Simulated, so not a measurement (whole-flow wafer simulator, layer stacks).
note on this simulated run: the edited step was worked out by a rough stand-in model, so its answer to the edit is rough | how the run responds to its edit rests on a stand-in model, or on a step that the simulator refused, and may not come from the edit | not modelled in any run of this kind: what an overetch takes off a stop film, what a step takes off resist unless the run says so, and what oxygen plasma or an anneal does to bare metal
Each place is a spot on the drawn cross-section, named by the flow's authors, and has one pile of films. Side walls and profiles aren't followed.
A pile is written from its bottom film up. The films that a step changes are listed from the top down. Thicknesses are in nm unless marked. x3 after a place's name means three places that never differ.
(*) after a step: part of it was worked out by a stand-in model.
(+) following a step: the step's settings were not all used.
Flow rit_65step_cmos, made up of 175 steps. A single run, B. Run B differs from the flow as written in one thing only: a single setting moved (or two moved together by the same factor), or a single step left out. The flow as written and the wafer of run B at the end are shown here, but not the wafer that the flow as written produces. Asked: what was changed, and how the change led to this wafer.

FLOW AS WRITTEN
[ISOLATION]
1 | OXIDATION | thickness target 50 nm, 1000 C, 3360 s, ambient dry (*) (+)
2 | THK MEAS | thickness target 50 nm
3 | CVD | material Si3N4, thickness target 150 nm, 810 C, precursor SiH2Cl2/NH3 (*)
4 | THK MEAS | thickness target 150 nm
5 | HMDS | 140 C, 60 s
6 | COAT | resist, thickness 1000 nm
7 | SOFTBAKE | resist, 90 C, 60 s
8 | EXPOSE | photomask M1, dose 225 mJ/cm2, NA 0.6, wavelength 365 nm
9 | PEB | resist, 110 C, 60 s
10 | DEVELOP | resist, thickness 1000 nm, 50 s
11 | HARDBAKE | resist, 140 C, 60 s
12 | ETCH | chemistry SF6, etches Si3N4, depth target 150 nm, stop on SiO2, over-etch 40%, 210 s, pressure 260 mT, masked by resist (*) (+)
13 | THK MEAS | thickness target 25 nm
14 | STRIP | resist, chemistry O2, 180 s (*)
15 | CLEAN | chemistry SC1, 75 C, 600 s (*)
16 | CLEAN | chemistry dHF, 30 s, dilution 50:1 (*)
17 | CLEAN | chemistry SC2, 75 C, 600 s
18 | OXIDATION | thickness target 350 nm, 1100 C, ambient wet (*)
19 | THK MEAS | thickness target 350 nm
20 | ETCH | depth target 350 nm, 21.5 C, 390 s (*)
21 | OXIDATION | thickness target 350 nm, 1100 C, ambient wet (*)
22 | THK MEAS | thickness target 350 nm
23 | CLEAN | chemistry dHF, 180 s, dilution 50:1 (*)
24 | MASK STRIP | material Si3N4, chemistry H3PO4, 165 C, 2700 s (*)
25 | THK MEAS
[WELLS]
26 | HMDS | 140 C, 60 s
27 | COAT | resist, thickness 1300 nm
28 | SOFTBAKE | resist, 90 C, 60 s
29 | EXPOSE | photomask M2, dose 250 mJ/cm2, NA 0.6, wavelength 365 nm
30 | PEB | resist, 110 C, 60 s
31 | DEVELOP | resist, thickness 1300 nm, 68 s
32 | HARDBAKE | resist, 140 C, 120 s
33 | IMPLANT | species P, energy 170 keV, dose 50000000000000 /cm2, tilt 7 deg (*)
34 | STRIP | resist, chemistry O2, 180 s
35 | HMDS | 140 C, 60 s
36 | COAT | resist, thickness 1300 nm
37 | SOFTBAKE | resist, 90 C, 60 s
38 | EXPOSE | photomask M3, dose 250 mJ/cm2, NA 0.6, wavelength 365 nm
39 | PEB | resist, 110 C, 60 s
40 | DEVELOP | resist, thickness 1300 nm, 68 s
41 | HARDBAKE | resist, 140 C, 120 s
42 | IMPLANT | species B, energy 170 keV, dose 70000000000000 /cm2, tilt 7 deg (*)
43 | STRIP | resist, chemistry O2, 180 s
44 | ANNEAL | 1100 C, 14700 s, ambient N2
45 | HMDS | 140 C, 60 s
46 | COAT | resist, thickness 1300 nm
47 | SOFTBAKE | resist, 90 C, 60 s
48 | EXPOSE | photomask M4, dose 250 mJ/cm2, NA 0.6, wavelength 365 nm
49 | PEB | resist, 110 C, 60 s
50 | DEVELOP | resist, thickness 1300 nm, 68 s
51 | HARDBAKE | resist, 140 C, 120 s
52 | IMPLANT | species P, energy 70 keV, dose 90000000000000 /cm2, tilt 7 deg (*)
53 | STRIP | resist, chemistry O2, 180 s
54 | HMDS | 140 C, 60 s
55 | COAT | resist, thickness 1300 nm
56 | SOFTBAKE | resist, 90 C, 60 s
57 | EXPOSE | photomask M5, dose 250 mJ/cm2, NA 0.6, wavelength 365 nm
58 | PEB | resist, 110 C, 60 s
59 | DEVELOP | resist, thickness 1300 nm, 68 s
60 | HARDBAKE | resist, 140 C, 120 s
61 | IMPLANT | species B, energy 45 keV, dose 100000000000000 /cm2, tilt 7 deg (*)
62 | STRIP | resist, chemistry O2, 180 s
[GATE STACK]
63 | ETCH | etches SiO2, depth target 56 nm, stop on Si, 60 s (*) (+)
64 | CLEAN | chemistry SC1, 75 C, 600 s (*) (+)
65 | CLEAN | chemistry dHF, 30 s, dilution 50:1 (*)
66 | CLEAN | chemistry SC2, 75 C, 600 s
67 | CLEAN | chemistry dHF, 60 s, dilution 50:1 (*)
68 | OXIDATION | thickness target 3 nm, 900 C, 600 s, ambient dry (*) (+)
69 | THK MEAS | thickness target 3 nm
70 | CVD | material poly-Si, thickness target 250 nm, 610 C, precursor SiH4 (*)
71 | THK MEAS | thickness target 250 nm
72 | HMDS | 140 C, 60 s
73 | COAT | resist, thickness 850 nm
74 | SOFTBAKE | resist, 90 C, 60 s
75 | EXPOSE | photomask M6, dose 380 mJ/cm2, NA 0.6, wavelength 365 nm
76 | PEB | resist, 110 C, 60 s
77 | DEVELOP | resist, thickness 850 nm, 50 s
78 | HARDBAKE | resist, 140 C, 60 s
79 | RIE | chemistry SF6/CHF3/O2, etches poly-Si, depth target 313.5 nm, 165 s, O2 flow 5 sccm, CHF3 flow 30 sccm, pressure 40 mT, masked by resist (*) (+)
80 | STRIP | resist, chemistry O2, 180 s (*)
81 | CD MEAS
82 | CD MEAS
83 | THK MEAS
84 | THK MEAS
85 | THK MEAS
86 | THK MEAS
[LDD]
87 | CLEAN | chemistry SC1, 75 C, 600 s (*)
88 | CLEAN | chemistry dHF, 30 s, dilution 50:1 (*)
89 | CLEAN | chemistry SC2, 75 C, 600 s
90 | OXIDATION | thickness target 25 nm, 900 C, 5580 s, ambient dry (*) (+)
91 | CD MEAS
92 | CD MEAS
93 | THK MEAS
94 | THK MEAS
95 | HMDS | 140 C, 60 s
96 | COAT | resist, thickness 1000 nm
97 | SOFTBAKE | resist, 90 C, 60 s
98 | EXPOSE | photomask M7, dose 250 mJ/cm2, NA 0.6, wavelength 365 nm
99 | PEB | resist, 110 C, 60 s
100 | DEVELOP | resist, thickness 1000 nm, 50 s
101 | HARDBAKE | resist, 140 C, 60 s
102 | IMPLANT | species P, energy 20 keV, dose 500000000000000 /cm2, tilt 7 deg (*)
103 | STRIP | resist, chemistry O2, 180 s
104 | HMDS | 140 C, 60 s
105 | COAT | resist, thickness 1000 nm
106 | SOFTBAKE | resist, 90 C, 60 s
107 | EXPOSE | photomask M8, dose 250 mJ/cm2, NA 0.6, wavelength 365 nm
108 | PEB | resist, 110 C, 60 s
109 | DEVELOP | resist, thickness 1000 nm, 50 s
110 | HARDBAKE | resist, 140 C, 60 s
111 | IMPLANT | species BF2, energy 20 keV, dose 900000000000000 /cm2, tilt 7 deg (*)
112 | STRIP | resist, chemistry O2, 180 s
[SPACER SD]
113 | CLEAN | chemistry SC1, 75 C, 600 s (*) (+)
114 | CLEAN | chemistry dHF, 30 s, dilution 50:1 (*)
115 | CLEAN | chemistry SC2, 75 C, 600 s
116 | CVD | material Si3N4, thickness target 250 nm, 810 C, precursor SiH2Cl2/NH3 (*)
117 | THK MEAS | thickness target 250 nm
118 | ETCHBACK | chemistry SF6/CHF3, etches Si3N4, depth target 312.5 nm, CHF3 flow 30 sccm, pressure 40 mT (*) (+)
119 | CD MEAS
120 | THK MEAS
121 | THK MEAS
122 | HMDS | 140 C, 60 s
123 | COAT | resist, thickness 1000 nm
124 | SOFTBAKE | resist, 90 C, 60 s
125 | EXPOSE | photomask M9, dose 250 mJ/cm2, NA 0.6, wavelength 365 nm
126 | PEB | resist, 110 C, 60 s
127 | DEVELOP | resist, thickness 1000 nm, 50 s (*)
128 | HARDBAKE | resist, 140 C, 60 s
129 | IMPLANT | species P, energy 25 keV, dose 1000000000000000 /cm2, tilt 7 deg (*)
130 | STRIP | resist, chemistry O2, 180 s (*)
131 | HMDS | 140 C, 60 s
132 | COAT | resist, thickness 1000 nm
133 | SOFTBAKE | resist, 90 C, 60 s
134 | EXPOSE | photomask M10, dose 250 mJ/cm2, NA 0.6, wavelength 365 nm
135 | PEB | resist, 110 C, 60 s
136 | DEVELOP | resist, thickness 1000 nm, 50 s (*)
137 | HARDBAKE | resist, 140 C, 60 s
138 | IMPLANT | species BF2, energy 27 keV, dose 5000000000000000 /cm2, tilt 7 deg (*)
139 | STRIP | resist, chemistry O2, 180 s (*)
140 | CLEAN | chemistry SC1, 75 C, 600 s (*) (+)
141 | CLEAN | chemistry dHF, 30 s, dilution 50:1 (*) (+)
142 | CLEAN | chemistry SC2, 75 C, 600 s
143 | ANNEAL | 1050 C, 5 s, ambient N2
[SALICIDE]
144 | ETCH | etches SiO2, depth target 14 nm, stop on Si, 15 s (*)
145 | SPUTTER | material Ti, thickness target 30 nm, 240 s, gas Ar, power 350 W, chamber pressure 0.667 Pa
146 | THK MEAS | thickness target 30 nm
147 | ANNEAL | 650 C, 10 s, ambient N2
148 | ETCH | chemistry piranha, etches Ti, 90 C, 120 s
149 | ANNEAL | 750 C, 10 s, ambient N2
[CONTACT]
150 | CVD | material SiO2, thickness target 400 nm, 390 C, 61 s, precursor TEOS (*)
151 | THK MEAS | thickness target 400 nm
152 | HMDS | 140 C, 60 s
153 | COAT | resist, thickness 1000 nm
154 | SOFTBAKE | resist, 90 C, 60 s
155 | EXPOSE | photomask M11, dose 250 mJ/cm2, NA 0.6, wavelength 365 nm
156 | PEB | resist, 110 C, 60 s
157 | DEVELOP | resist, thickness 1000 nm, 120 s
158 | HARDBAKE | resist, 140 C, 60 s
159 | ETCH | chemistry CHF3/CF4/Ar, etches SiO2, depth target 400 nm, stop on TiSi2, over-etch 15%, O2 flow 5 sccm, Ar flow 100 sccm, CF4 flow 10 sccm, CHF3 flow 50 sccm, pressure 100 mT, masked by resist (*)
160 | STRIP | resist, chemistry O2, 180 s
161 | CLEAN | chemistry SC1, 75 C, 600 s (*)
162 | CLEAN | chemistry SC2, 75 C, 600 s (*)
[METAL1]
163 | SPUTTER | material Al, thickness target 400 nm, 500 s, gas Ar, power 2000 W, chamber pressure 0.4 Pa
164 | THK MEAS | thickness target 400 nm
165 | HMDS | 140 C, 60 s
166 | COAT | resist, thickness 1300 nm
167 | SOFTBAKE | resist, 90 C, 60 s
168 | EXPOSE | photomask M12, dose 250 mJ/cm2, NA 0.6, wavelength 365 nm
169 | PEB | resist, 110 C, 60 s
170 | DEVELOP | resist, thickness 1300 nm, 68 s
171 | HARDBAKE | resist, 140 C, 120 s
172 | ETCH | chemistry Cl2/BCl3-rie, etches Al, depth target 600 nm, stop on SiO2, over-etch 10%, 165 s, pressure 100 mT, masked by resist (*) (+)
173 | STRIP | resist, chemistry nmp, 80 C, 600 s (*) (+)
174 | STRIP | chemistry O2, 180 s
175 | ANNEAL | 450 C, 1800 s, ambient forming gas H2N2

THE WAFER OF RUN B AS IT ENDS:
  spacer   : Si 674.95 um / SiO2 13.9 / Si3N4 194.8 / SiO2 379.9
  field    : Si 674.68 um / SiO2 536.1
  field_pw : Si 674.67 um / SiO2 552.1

What caused this: step 172, ETCH: depth target 480 nm was run, while the flow as written has depth target 600 nm.

The path from the change to this, step by step:
  172 | ETCH | chemistry Cl2/BCl3-rie, etches Al, depth target 600 nm, stop on SiO2, over-etch 10%, 165 s, pressure 100 mT, masked by resist (*) (+)
      field, field_pw, field_p, spacer, spacer_p: Al loses 400 (all of it), SiO2 loses 16 (as written it would have been: Al loses 400 (all of it), SiO2 loses 32.5)
      gate_n, gate_p: Al loses 396 (all of it), SiO2 loses 16.5 (as written it would have been: Al loses 396 (all of it), SiO2 loses 33)
      (and at 1 other place as well)
